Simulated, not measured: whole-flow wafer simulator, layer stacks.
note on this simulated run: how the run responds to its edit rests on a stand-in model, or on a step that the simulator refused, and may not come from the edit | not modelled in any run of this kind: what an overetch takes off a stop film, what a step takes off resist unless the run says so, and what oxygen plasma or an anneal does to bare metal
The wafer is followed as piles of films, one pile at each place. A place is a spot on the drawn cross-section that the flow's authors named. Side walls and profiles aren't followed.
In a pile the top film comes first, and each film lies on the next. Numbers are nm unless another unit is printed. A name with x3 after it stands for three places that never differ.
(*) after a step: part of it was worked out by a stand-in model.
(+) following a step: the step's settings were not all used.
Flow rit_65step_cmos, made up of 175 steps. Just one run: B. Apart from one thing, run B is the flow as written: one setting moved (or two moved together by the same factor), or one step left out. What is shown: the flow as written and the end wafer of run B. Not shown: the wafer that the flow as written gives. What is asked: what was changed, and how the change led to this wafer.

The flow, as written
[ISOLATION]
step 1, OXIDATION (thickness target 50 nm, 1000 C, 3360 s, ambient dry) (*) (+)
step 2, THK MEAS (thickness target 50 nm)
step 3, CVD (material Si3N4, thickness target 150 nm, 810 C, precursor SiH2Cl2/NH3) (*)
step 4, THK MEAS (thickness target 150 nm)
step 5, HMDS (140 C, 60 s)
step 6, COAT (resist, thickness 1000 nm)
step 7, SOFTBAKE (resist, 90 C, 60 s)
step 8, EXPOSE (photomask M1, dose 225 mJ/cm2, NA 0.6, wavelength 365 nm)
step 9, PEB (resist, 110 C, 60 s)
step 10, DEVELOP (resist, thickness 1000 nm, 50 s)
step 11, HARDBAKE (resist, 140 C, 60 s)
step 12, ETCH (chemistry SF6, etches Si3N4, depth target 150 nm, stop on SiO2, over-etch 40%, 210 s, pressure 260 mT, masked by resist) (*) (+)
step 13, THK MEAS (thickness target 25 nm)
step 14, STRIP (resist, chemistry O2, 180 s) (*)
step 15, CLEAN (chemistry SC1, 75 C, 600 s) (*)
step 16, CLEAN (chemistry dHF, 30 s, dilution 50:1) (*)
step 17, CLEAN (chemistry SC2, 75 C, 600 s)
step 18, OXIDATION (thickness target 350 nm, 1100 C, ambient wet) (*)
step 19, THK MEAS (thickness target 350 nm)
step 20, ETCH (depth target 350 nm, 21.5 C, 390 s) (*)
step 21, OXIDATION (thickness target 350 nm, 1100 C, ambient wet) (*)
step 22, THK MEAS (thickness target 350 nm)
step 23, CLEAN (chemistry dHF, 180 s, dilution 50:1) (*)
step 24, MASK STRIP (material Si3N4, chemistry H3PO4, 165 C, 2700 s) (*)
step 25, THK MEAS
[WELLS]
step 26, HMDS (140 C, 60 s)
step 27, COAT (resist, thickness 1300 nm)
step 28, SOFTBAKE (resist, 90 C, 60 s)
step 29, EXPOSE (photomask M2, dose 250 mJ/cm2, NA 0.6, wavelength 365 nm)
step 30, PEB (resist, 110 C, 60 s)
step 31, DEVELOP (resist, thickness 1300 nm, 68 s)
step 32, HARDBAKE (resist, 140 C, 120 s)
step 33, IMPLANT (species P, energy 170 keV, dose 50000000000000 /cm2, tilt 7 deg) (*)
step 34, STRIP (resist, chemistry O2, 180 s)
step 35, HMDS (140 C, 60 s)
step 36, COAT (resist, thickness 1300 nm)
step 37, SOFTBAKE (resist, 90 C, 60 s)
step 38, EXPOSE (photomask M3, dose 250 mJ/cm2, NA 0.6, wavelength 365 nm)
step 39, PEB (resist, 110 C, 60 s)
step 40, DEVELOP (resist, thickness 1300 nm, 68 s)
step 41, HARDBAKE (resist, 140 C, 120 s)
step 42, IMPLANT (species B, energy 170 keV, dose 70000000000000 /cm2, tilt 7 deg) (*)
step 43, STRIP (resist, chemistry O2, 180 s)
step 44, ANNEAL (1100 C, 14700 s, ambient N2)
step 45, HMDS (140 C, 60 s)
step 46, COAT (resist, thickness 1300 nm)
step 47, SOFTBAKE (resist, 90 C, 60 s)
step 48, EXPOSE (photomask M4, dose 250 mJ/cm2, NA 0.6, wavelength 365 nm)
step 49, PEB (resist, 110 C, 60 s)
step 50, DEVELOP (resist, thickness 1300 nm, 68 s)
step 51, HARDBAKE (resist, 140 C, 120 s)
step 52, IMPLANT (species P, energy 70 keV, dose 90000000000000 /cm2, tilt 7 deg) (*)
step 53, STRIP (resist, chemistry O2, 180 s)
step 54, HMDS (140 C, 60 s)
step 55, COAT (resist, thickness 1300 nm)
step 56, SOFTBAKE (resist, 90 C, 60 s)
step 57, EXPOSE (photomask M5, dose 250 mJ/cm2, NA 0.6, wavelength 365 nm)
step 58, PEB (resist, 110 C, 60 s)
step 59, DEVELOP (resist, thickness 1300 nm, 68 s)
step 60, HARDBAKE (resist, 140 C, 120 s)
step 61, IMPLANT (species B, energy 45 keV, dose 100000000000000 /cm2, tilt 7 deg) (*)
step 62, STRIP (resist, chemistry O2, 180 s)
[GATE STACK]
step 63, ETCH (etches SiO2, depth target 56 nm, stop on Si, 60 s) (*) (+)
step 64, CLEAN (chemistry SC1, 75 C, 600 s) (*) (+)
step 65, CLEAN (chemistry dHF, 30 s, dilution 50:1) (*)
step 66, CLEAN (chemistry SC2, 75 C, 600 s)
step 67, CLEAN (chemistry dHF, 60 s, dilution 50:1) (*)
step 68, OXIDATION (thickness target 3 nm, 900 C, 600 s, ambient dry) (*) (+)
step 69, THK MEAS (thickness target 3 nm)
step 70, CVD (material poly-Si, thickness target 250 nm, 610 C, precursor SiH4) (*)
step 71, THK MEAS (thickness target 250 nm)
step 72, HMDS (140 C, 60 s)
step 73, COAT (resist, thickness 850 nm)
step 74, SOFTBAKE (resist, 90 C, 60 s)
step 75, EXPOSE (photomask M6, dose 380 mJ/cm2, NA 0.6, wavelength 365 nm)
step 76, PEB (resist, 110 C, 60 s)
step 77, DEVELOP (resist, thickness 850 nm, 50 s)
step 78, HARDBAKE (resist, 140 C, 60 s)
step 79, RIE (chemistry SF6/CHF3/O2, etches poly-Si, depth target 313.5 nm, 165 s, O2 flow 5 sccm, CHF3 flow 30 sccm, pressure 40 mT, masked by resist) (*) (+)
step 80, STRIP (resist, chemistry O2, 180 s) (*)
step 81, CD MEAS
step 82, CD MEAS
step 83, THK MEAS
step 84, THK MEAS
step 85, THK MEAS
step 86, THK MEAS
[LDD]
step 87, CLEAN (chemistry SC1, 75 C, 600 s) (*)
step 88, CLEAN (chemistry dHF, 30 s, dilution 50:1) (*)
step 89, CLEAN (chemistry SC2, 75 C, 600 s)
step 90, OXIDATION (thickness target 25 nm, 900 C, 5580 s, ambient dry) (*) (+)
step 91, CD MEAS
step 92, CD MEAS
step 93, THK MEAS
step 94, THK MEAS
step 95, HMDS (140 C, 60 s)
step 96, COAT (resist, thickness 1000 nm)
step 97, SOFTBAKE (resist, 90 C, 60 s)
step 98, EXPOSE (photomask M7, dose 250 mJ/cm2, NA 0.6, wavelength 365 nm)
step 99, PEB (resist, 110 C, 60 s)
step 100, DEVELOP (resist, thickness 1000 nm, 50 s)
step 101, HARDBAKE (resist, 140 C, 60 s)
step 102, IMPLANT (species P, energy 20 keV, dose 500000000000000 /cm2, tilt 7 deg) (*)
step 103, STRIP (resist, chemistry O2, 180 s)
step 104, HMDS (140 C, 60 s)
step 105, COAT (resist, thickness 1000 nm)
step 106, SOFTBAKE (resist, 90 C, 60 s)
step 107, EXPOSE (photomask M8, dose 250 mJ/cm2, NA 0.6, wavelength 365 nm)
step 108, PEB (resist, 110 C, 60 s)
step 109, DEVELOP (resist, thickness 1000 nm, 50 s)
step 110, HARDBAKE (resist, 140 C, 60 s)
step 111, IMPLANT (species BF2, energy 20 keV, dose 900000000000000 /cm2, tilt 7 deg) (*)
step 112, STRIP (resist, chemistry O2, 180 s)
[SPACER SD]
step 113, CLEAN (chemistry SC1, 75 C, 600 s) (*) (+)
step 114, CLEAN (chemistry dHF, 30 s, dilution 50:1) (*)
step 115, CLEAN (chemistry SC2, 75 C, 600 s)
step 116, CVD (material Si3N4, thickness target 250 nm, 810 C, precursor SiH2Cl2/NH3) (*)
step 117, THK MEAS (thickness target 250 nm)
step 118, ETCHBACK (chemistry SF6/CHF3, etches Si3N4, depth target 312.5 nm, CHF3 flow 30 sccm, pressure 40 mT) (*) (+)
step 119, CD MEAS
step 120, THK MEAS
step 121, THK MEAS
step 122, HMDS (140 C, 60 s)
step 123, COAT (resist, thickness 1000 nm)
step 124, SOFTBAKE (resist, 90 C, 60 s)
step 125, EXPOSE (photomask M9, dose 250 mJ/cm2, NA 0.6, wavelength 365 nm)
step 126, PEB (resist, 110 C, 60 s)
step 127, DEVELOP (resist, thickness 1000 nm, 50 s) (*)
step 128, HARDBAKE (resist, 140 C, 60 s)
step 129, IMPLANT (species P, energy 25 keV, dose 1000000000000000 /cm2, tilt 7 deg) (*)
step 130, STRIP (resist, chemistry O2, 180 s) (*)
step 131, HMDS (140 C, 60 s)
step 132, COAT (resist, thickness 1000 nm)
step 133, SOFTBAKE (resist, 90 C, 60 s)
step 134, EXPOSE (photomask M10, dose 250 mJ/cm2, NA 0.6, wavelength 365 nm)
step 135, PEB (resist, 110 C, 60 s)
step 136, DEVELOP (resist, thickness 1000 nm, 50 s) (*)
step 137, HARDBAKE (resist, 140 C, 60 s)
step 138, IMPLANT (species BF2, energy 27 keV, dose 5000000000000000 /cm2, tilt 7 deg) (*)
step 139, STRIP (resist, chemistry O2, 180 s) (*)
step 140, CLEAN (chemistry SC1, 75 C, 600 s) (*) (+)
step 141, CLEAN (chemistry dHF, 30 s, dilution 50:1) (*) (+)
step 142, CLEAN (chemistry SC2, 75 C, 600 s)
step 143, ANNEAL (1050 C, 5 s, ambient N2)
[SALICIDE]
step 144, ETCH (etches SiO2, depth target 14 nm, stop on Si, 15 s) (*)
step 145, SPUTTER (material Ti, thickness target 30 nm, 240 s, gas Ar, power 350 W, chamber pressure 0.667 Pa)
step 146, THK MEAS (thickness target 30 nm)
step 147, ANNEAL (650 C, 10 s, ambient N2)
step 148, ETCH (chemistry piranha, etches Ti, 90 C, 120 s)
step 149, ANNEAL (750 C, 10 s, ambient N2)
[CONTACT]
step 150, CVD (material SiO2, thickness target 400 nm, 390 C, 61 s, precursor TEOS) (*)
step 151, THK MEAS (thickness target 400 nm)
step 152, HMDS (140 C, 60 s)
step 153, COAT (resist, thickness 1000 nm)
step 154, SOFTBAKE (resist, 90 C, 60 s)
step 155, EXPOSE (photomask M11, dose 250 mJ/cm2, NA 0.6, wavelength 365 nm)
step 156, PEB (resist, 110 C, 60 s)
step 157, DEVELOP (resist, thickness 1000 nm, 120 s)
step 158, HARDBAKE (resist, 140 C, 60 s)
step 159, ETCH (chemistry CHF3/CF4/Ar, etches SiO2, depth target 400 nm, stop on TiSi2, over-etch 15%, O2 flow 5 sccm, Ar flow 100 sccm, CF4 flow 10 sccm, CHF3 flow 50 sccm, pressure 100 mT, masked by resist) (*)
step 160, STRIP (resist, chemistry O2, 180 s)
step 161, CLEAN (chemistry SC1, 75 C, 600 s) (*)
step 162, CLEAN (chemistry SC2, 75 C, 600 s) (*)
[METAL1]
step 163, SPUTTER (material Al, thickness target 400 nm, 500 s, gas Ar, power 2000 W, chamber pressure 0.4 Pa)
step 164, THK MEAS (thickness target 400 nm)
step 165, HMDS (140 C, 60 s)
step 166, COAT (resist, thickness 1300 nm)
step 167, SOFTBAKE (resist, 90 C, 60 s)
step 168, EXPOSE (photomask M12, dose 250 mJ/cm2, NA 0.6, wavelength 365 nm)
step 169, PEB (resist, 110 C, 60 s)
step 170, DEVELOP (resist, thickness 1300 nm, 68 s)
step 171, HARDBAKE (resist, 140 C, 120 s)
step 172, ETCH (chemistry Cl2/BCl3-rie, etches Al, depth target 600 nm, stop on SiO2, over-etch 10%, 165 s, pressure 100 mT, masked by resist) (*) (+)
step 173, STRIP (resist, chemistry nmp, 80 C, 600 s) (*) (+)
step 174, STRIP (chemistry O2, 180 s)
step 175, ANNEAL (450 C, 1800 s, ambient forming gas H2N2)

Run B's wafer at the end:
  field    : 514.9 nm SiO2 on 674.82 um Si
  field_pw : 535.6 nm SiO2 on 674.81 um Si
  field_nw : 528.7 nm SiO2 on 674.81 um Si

What caused this: step 18, OXIDATION: thickness target 350 nm, 1100 C, ambient wet (*), was omitted.

The path from the change to this, step by step:
  step 20, ETCH (depth target 350 nm, 21.5 C, 390 s) (*)
      active_n, active_p, gate_n and 7 more: Si3N4 loses 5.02 (it would be, as written: SiO2 loses 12 (all of it), Si3N4 loses 4.74)
      field, field_p: SiO2 loses 23.2 (all of it), Si loses 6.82 (it would be, as written: SiO2 loses 351.3 (all of it), Si loses 0.56)
      (and at 2 other places as well)
  step 24, MASK STRIP (material Si3N4, chemistry H3PO4, 165 C, 2700 s) (*)
      active_n, active_p, gate_n and 7 more: Si3N4 loses 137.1 (all of it), SiO2 loses 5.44 (it would be, as written: Si3N4 loses 130.8 (all of it), SiO2 loses 5.68)
  step 27, COAT (resist, thickness 1300 nm)
      field_pw, field_nw: resist gains 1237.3 (new film) (it would be, as written: resist gains 1313 (new film))
      field: resist gains 1217.3 (new film) (it would be, as written: resist gains 1315.7 (new film))
      (and at 1 other place as well)
  step 30, PEB (resist, 110 C, 60 s)
      field, field_p: resist loses 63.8 (it would be, as written: resist loses 69.2)
      field_pw, field_nw: resist loses 65.1 (it would be, as written: resist loses 69.1)
  step 31, DEVELOP (resist, thickness 1300 nm, 68 s)
      field_nw: resist loses 1172.2 (all of it) (it would be, as written: resist loses 1243.9 (all of it))
      field_p: resist loses 1153.7 (all of it) (it would be, as written: resist loses 1246.4 (all of it))
  step 32, HARDBAKE (resist, 140 C, 120 s)
      field: resist loses 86 (it would be, as written: resist loses 94)
      field_pw: resist loses 88.4 (it would be, as written: resist loses 93.8)
  step 34, STRIP (resist, chemistry O2, 180 s)
      field: resist loses 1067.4 (all of it) (it would be, as written: resist loses 1152.5 (all of it))
      field_pw: resist loses 1083.8 (all of it) (it would be, as written: resist loses 1150.2 (all of it))
  step 36, COAT (resist, thickness 1300 nm)
      field_pw, field_nw: resist gains 1237.3 (new film) (it would be, as written: resist gains 1313 (new film))
      field: resist gains 1217.3 (new film) (it would be, as written: resist gains 1315.7 (new film))
      (and at 1 other place as well)
  step 39, PEB (resist, 110 C, 60 s)
      field, field_p: resist loses 63.8 (it would be, as written: resist loses 69.2)
      field_pw, field_nw: resist loses 65.1 (it would be, as written: resist loses 69.1)
  step 40, DEVELOP (resist, thickness 1300 nm, 68 s)
      field: resist loses 1153.5 (all of it) (it would be, as written: resist loses 1246.5 (all of it))
      field_pw: resist loses 1172.2 (all of it) (it would be, as written: resist loses 1243.9 (all of it))
  step 41, HARDBAKE (resist, 140 C, 120 s)
      field_nw: resist loses 88.4 (it would be, as written: resist loses 93.8)
      field_p: resist loses 86 (it would be, as written: resist loses 94)
  step 43, STRIP (resist, chemistry O2, 180 s)
      field_nw: resist loses 1083.8 (all of it) (it would be, as written: resist loses 1150.2 (all of it))
      field_p: resist loses 1067.7 (all of it) (it would be, as written: resist loses 1152.5 (all of it))
  step 46, COAT (resist, thickness 1300 nm)
      field_pw, field_nw: resist gains 1237.3 (new film) (it would be, as written: resist gains 1313 (new film))
      field: resist gains 1217.3 (new film) (it would be, as written: resist gains 1315.7 (new film))
      (and at 1 other place as well)
  step 49, PEB (resist, 110 C, 60 s)
      field, field_p: resist loses 63.8 (it would be, as written: resist loses 69.2)
      field_pw, field_nw: resist loses 65.1 (it would be, as written: resist loses 69.1)
  step 50, DEVELOP (resist, thickness 1300 nm, 68 s)
      field_nw: resist loses 1172.2 (all of it) (it would be, as written: resist loses 1243.9 (all of it))
      field_p: resist loses 1153.7 (all of it) (it would be, as written: resist loses 1246.4 (all of it))
  step 51, HARDBAKE (resist, 140 C, 120 s)
      field: resist loses 86 (it would be, as written: resist loses 94)
      field_pw: resist loses 88.4 (it would be, as written: resist loses 93.8)
  ... 35 further steps ...
  step 170, DEVELOP (resist, thickness 1300 nm, 68 s)
      field: resist loses 1217.3 (all of it) (it would be, as written: resist loses 1316.6 (all of it))
      field_pw: resist loses 1211.3 (all of it) (it would be, as written: resist loses 1285.5 (all of it))
      (and at 2 other places as well)
